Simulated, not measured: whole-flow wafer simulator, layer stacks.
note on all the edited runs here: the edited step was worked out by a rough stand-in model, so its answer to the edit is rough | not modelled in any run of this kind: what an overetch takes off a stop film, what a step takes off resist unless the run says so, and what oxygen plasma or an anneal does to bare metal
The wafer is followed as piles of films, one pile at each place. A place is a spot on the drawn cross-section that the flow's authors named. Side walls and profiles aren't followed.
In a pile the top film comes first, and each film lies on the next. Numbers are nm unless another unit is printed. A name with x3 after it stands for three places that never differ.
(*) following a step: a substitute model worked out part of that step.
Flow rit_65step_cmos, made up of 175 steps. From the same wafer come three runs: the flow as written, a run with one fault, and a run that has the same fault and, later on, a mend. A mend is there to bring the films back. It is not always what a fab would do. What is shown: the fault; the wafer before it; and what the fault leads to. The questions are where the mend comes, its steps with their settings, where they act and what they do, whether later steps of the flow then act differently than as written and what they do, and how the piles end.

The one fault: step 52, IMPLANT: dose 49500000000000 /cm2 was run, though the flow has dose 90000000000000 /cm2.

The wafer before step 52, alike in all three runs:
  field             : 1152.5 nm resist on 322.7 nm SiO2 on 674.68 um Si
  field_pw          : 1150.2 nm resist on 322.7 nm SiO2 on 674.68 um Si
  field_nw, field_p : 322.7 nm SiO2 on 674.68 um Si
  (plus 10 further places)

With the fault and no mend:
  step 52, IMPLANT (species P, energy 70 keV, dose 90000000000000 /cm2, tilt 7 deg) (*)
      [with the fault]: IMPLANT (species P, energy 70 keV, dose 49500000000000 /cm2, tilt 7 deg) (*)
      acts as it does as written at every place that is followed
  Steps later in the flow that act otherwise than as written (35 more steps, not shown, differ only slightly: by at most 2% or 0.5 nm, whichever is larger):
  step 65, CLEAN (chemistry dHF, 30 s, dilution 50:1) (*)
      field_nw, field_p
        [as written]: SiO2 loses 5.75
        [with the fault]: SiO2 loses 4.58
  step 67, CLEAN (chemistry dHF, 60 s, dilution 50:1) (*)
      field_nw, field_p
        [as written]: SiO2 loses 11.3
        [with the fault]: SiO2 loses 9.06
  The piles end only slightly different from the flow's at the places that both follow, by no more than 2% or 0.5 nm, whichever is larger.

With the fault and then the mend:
  The mend stands after step 52.
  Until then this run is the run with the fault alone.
  step 52a, IMPLANT (species P, energy 70 keV, dose 40500000000000 /cm2, tilt 7 deg) (*) (the flow's step 52 again, with other settings)
      does not change any film at any place that is followed
  Later steps of the flow that are run all act as written at every place that is followed.
  By the end, the piles equal the flow's at every place that both follow.
